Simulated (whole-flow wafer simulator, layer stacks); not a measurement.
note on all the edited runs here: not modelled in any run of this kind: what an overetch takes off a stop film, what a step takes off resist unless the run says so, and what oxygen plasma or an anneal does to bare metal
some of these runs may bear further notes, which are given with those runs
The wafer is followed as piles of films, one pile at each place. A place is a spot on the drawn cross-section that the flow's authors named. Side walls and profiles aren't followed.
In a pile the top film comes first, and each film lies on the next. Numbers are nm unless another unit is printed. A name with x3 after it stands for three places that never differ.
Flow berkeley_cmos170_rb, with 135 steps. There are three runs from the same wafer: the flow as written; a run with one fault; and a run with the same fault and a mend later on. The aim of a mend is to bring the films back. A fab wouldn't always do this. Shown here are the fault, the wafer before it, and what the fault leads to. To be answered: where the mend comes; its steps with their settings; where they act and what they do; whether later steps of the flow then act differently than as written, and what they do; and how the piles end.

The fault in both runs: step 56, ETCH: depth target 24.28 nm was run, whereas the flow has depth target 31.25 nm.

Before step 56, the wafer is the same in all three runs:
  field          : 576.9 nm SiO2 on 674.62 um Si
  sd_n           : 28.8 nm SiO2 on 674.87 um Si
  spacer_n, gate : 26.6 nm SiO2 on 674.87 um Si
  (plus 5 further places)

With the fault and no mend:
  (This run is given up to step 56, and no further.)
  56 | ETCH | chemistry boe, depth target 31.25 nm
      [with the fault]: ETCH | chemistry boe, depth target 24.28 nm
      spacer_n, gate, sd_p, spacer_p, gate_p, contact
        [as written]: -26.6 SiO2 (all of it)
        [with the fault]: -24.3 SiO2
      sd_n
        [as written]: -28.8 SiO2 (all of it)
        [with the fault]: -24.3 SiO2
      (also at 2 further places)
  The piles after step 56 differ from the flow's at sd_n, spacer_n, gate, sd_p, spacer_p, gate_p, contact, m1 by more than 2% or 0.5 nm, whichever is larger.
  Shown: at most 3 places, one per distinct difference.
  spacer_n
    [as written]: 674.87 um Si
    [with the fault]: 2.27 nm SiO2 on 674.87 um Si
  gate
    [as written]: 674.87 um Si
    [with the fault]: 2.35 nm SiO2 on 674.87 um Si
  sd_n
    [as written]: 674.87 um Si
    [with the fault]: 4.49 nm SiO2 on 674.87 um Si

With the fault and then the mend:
  The mend follows step 56.
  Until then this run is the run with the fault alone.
  56a | ETCH | chemistry boe, depth target 6.969 nm (the flow's step 56, run once more with other settings)
      spacer_n, spacer_p, gate_p, contact
        -2.27 SiO2 (all of it)
      gate, sd_p
        -2.35 SiO2 (all of it)
      field
        -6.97 SiO2
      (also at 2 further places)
  Every later step of the flow that is run acts as written, at every place that is followed, to within 2% or 0.5 nm, whichever is larger.
  At every place that both follow, the piles at the end match the flow's.
